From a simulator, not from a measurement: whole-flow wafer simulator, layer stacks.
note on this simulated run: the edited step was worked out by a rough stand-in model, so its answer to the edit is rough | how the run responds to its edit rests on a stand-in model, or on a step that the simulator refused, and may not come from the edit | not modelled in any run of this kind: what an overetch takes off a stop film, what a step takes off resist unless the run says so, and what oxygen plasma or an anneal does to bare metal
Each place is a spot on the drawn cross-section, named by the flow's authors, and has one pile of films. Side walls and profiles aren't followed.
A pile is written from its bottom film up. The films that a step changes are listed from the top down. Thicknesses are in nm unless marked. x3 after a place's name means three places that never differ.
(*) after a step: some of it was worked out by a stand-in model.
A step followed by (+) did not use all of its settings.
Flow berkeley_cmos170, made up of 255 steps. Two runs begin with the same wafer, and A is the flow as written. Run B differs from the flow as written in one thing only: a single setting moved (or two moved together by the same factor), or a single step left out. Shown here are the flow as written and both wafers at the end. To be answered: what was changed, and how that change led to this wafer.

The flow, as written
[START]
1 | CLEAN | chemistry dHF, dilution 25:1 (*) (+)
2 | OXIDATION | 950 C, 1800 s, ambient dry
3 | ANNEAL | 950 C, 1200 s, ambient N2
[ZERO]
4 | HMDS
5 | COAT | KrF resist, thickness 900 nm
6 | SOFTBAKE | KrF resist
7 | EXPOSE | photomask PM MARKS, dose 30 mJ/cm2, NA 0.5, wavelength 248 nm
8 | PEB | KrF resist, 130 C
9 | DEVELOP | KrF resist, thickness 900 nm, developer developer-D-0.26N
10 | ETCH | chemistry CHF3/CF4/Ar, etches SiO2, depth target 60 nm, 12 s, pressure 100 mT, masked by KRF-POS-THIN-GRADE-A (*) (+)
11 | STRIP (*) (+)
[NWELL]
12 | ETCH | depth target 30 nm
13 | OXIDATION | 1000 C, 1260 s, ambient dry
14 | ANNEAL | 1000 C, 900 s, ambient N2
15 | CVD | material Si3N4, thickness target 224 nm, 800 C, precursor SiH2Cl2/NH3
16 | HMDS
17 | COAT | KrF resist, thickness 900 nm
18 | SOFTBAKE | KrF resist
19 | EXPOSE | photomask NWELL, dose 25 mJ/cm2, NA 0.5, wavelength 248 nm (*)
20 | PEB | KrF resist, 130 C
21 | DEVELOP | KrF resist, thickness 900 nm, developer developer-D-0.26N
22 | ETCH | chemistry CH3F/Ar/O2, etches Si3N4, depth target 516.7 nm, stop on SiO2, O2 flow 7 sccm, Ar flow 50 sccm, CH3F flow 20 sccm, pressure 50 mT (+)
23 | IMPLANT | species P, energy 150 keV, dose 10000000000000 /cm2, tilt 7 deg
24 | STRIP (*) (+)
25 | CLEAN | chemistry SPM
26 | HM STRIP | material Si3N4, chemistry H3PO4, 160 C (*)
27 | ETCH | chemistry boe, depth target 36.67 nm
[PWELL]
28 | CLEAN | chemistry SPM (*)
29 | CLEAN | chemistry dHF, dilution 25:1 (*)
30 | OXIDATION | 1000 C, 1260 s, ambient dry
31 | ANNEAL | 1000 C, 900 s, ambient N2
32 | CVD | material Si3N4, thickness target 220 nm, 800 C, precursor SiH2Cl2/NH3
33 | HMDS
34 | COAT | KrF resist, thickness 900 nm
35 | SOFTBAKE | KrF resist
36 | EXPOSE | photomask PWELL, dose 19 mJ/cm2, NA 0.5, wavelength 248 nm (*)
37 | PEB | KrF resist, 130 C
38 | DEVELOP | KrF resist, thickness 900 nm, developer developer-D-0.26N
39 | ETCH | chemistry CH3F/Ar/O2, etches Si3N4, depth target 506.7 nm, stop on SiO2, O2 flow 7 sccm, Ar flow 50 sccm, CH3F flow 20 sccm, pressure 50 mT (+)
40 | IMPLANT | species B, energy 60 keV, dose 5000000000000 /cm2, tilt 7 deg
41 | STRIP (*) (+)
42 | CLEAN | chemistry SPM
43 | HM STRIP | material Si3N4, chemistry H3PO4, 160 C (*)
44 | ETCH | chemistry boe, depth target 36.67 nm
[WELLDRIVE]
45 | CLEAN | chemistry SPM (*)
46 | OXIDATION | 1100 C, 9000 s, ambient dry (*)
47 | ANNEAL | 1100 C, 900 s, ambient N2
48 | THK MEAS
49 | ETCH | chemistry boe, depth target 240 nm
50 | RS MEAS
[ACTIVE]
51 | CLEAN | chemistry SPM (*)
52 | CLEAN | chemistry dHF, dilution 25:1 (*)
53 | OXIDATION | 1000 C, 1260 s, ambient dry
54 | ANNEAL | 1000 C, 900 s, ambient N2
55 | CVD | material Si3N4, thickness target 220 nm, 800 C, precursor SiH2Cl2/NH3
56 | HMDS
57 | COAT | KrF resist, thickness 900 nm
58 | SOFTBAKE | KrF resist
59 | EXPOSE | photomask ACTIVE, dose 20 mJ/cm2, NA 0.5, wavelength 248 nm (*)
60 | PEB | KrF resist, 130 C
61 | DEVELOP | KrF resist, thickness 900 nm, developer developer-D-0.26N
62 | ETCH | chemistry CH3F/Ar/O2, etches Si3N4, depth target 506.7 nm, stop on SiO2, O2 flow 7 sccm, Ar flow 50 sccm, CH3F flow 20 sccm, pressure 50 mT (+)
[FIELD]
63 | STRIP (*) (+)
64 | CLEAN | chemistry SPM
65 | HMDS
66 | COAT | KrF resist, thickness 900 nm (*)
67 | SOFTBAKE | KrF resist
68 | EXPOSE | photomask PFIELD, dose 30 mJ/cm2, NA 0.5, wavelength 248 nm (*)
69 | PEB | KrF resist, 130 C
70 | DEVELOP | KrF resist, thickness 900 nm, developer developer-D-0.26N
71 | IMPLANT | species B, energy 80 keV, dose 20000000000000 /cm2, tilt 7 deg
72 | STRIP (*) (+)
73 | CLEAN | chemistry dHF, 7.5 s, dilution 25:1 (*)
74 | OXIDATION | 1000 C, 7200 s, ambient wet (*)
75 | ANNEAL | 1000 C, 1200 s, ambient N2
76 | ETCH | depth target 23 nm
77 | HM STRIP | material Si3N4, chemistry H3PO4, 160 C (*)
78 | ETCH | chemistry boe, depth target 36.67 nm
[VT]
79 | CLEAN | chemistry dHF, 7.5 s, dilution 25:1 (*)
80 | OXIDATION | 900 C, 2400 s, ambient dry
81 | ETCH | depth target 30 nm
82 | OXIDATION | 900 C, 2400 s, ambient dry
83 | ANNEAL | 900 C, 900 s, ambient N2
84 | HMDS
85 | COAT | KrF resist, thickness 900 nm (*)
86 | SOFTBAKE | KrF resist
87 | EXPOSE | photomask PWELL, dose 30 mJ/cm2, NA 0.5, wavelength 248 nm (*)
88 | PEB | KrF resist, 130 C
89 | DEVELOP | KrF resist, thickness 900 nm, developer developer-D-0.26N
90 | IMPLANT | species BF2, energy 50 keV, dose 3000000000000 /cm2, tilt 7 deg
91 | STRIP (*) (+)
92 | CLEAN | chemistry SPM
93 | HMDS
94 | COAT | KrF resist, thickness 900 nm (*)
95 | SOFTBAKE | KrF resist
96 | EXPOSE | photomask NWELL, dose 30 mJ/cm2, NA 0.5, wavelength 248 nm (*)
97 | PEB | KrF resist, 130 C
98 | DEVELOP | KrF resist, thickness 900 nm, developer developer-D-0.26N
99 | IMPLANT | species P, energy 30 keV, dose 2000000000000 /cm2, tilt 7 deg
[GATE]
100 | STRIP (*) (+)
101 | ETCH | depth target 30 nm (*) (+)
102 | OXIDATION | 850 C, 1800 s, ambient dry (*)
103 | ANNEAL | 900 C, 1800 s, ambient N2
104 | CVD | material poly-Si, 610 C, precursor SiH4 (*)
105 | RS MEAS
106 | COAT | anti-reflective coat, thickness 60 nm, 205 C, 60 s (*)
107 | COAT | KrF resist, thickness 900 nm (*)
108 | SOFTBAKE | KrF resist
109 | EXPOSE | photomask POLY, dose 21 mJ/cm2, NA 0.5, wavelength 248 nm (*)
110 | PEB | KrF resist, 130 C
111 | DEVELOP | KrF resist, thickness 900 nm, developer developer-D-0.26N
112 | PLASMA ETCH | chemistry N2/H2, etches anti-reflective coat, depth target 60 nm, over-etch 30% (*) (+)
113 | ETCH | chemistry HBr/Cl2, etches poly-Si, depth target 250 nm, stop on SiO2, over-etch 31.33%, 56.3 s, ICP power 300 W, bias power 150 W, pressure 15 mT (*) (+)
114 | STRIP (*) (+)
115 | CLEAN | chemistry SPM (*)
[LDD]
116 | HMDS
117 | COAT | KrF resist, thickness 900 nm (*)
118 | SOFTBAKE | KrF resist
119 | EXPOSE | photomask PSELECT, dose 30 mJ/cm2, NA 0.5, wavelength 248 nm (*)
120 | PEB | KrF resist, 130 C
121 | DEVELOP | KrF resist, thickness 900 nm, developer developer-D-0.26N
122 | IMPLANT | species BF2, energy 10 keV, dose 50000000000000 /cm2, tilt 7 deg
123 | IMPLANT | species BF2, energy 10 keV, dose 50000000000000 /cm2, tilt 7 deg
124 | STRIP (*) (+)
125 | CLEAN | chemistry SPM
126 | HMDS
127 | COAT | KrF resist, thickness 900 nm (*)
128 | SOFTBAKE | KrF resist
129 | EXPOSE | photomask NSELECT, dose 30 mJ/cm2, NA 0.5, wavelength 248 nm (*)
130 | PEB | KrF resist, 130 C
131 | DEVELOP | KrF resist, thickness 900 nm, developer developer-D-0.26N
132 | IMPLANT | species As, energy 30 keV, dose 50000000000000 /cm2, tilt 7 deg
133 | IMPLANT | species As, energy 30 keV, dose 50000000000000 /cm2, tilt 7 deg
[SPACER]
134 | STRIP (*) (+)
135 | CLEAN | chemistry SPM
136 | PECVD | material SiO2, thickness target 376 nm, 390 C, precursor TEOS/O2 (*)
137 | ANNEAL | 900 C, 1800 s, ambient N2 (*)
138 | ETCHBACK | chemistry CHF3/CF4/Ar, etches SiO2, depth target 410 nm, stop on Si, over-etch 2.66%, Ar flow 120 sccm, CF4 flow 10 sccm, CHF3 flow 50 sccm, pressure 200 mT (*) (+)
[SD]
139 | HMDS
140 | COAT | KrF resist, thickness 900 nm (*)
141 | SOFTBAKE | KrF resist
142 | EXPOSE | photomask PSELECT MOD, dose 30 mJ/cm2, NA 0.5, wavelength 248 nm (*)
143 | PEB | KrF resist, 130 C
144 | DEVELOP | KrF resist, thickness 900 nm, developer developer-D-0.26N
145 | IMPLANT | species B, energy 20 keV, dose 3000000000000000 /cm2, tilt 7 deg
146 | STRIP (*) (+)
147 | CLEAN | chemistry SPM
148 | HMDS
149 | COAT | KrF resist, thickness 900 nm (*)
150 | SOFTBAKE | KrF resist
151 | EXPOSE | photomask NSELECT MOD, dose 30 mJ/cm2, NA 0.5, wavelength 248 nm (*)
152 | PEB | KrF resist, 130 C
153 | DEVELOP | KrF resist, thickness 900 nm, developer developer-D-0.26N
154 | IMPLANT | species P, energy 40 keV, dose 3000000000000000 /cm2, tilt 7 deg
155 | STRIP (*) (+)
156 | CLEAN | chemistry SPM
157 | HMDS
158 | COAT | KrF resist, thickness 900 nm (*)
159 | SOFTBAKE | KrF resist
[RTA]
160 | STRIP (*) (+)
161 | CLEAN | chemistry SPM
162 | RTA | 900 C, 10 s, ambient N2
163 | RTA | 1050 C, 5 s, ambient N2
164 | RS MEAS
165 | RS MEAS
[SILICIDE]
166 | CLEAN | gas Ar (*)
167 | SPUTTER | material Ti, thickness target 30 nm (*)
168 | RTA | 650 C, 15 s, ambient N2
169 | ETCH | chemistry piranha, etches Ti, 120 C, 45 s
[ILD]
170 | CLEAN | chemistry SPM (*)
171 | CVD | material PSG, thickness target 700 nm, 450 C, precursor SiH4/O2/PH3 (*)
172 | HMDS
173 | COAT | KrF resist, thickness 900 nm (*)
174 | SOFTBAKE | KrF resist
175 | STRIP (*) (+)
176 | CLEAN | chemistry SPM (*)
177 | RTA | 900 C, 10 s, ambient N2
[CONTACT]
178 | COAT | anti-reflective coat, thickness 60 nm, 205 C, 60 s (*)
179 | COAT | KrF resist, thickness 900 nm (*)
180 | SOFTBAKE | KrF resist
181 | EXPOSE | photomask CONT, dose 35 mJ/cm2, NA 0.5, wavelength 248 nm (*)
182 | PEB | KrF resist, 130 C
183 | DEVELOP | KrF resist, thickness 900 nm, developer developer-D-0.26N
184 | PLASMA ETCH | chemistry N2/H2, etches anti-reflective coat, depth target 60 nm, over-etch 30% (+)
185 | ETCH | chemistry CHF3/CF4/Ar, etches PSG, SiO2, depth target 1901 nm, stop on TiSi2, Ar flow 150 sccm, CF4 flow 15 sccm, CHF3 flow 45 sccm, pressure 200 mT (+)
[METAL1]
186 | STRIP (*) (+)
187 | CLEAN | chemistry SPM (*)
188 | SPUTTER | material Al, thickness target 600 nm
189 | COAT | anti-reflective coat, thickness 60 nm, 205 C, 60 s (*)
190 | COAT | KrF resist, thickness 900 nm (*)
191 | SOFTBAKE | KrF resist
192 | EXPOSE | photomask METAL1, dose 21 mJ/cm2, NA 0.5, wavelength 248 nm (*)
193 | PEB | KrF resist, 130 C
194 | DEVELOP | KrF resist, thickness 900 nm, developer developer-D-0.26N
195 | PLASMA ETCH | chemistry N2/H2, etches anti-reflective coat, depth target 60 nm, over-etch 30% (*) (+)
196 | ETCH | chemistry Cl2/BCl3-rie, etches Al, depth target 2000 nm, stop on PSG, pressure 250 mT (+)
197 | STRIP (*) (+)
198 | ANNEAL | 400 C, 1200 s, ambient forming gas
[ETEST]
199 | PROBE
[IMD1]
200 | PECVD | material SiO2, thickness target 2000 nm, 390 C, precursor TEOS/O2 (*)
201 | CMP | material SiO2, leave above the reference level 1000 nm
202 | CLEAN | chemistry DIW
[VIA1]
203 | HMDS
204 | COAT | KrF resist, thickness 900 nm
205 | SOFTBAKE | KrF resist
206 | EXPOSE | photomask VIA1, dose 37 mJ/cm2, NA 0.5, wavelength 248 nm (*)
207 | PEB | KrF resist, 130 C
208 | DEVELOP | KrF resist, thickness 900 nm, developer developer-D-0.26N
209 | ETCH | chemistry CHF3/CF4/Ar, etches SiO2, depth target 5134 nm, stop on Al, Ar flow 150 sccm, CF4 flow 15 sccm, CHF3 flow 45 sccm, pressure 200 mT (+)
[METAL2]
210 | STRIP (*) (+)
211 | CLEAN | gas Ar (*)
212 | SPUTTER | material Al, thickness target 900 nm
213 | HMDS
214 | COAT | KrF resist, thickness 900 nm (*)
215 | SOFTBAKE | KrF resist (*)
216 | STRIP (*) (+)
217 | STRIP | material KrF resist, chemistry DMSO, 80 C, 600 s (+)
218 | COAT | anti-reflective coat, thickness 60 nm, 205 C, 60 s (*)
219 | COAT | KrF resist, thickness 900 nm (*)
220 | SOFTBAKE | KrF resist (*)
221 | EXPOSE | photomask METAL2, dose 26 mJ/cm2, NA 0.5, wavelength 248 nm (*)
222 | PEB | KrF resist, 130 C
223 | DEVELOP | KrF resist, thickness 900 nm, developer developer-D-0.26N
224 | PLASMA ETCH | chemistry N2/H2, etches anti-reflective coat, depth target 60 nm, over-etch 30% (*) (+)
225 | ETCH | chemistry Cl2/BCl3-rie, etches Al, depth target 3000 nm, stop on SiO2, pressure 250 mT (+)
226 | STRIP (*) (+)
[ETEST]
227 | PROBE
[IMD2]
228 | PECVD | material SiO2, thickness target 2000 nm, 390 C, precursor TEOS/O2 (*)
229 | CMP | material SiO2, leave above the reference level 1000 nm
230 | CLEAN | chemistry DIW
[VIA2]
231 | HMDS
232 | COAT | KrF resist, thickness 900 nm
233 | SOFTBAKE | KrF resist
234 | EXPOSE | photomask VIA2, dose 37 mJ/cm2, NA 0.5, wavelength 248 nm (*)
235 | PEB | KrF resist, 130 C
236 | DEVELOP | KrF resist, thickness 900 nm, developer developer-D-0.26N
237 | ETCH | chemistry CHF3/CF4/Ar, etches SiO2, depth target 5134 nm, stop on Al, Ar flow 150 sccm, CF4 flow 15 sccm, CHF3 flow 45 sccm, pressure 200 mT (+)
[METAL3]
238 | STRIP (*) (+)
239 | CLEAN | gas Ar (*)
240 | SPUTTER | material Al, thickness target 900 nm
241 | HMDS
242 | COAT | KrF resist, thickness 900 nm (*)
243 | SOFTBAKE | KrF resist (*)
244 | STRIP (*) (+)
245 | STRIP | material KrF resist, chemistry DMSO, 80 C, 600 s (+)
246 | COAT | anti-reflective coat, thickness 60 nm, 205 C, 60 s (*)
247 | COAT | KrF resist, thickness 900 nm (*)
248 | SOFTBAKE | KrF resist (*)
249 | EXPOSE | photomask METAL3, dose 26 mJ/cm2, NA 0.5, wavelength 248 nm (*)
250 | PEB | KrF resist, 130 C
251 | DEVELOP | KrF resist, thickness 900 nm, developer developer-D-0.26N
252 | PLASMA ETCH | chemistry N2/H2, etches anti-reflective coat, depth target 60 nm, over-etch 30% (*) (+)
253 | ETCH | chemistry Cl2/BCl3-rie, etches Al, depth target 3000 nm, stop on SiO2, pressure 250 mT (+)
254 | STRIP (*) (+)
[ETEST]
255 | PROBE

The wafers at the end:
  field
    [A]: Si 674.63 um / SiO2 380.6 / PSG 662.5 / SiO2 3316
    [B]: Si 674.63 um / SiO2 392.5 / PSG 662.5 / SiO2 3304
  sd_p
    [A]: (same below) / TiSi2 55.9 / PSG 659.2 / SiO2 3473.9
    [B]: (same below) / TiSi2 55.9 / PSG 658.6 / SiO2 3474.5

Cause: step 101, ETCH: depth target 18 nm was run, though the flow has depth target 30 nm.

The path from the change to this, step by step:
  101 | ETCH | depth target 30 nm (*) (+)
      field: A SiO2 loses 30 | B SiO2 loses 18
  106 | COAT | anti-reflective coat, thickness 60 nm, 205 C, 60 s (*)
      field: A anti-reflective coat gains 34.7 (new film) | B anti-reflective coat gains 35.7 (new film)
      sd_n: A anti-reflective coat gains 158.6 (new film) | B anti-reflective coat gains 171.9 (new film)
      (as well as at 6 more places)
  112 | PLASMA ETCH | chemistry N2/H2, etches anti-reflective coat, depth target 60 nm, over-etch 30% (*) (+)
      field: A anti-reflective coat loses 34.7 (all of it), poly-Si loses 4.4 | B anti-reflective coat loses 35.7 (all of it), poly-Si loses 4.82
      sd_n: A anti-reflective coat loses 158.6 (all of it), poly-Si loses 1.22 | B anti-reflective coat loses 171.9 (all of it), poly-Si loses 1.32
      (as well as at 4 more places)
  114 | STRIP (*) (+)
      gate_n: A chemical SiO2 gains 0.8 (new film), KrF resist loses 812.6 (all of it), anti-reflective coat loses 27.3 (all of it), poly-Si loses 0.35 | B chemical SiO2 gains 0.8 (new film), KrF resist loses 824.6 (all of it), anti-reflective coat loses 24.3 (all of it), poly-Si loses 0.35
      gate_p: A chemical SiO2 gains 0.8 (new film), KrF resist loses 782.1 (all of it), anti-reflective coat loses 29.6 (all of it), poly-Si loses 0.35 | B chemical SiO2 gains 0.8 (new film), KrF resist loses 788.5 (all of it), anti-reflective coat loses 28.1 (all of it), poly-Si loses 0.35
  178 | COAT | anti-reflective coat, thickness 60 nm, 205 C, 60 s (*)
      sd_n: A anti-reflective coat gains 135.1 (new film) | B anti-reflective coat gains 142.3 (new film)
      m2: A anti-reflective coat gains 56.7 (new film) | B anti-reflective coat gains 55.1 (new film)
  186 | STRIP (*) (+)
      sd_n: A KrF resist loses 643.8 (all of it), anti-reflective coat loses 135.1 (all of it) | B KrF resist loses 643.1 (all of it), anti-reflective coat loses 142.3 (all of it)
      m2: A KrF resist loses 689 (all of it), anti-reflective coat loses 56.7 (all of it) | B KrF resist loses 693.7 (all of it), anti-reflective coat loses 55.1 (all of it)
  189 | COAT | anti-reflective coat, thickness 60 nm, 205 C, 60 s (*)
      m2: A anti-reflective coat gains 61.1 (new film) | B anti-reflective coat gains 59.4 (new film)
  197 | STRIP (*) (+)
      m2: A KrF resist loses 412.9 (all of it), anti-reflective coat loses 61.1 (all of it) | B KrF resist loses 416.6 (all of it), anti-reflective coat loses 59.4 (all of it)
  201 | CMP | material SiO2, leave above the reference level 1000 nm
      field: A SiO2 loses 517 | B SiO2 loses 529
